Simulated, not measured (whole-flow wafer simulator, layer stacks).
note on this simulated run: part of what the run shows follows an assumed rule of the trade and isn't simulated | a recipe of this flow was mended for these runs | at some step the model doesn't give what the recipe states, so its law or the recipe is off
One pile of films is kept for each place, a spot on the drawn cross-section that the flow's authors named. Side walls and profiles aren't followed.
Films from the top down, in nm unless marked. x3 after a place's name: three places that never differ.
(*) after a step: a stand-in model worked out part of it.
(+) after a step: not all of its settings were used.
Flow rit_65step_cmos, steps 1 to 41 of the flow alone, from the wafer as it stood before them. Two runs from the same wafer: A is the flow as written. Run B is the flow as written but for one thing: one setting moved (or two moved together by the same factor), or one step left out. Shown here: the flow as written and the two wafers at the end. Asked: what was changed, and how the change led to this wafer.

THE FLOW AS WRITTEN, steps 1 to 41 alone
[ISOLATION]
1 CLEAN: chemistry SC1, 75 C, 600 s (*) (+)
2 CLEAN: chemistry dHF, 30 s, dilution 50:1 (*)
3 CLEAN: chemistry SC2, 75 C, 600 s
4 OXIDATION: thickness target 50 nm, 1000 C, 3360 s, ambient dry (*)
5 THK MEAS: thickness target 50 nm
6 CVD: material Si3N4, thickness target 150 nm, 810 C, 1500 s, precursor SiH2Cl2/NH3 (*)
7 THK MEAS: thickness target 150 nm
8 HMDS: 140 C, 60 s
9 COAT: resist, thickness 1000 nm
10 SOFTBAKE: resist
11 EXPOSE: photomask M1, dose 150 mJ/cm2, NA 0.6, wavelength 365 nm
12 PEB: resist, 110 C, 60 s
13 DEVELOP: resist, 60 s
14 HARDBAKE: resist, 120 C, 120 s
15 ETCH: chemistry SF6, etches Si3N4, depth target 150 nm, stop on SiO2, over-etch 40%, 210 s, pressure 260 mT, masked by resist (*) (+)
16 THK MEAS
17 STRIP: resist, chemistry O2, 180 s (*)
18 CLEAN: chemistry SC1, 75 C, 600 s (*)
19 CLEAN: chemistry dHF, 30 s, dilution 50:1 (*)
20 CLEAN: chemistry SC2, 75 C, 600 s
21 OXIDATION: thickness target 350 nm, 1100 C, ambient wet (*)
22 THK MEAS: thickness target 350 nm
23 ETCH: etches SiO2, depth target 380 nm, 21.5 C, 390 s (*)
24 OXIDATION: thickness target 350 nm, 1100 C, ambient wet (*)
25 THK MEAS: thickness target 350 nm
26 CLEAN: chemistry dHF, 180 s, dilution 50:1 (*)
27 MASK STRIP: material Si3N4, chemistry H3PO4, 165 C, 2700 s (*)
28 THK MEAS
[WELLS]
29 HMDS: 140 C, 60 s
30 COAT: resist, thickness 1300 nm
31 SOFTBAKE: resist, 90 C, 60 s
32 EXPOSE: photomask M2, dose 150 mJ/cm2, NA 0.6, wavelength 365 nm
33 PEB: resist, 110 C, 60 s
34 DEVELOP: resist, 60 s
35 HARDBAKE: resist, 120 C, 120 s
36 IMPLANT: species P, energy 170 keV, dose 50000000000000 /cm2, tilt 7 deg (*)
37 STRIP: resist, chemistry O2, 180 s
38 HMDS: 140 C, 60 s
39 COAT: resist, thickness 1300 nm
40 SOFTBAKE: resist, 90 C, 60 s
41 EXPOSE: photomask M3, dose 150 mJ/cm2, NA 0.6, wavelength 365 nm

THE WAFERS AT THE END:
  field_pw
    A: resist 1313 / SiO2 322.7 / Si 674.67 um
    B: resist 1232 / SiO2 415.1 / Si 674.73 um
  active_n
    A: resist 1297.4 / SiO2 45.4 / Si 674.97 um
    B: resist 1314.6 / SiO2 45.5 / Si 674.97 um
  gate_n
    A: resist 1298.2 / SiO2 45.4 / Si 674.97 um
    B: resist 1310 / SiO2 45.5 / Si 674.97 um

The cause: step 23, ETCH: depth target 133 nm was run, where the flow has depth target 380 nm; step 23, ETCH: 136 s was run, where the flow has 390 s.

How the change led to this, step by step:
  23 ETCH: etches SiO2, depth target 380 nm, 21.5 C, 390 s (*)
      field, field_p: A SiO2 -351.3 (all of it), Si -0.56 | B SiO2 -132.8
      field_pw, field_nw: A SiO2 -355.4 (all of it), Si -0.49 | B SiO2 -132.8
      (and at 10 more places)
  24 OXIDATION: thickness target 350 nm, 1100 C, ambient wet (*)
      field, field_p: A SiO2 +350 (new film), Si -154 | B SiO2 +221.6, Si -97.5
      field_pw, field_nw: A SiO2 +350 (new film), Si -154 | B SiO2 +219.9, Si -96.8
  30 COAT: resist, thickness 1300 nm
      field_pw, field_nw: A resist +1313 (new film) | B resist +1232 (new film)
      field: A resist +1315.7 (new film) | B resist +1208.7 (new film)
      (and at 1 more place)
  33 PEB: resist, 110 C, 60 s
      field_pw, field_nw: A resist -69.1 | B resist -64.6
      field: A resist -69.2 | B resist -63.3
      (and at 1 more place)
  34 DEVELOP: resist, 60 s
      field_nw: A resist -1243.9 (all of it) | B resist -1167.3 (all of it)
      field_p: A resist -1246.5 (all of it) | B resist -1145.6 (all of it)
  35 HARDBAKE: resist, 120 C, 120 s
      field: A resist -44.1 | B resist -40.2
      field_pw: A resist -44 | B resist -41
  37 STRIP: resist, chemistry O2, 180 s
      field: A resist -1202.4 (all of it) | B resist -1105.1 (all of it)
      field_pw: A resist -1199.9 (all of it) | B resist -1126.3 (all of it)
  39 COAT: resist, thickness 1300 nm
      field_pw, field_nw: A resist +1313 (new film) | B resist +1232 (new film)
      field: A resist +1315.7 (new film) | B resist +1208.7 (new film)
      (and at 1 more place)
